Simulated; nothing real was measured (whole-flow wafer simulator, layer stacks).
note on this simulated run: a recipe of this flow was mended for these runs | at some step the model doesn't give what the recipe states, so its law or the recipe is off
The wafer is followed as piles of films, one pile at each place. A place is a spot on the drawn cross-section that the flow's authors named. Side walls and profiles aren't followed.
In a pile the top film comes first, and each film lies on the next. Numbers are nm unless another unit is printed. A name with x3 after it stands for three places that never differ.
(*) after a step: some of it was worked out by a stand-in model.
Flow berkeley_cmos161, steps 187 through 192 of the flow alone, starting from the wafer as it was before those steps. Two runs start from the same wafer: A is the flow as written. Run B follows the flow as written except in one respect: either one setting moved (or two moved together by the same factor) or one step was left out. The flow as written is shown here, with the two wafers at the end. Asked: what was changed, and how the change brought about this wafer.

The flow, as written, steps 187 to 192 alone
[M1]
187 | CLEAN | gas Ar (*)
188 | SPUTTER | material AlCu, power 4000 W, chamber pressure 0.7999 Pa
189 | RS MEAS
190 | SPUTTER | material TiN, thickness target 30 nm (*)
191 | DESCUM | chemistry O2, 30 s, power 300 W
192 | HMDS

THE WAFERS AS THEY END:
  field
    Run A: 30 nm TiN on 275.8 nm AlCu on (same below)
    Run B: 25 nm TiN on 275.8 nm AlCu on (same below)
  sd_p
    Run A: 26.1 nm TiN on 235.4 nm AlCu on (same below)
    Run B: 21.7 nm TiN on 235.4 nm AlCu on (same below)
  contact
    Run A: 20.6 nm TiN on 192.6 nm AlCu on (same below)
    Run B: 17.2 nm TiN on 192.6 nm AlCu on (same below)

What caused this: step 190, SPUTTER: thickness target 25 nm was run, though the flow has thickness target 30 nm.
The wafer itself shows it: field has TiN 25, and step 190 as written asks for 30 nm.

Step by step, how the change led to this:
  190 | SPUTTER | material TiN, thickness target 30 nm (*)
      field, sd_n, spacer_n, gate_n, spacer_p, gate_p, m1: A TiN gains 30 (new film) | B TiN gains 25 (new film)
      sd_p: A TiN gains 26.1 (new film) | B TiN gains 21.7 (new film)
      (as well as at 1 more place)
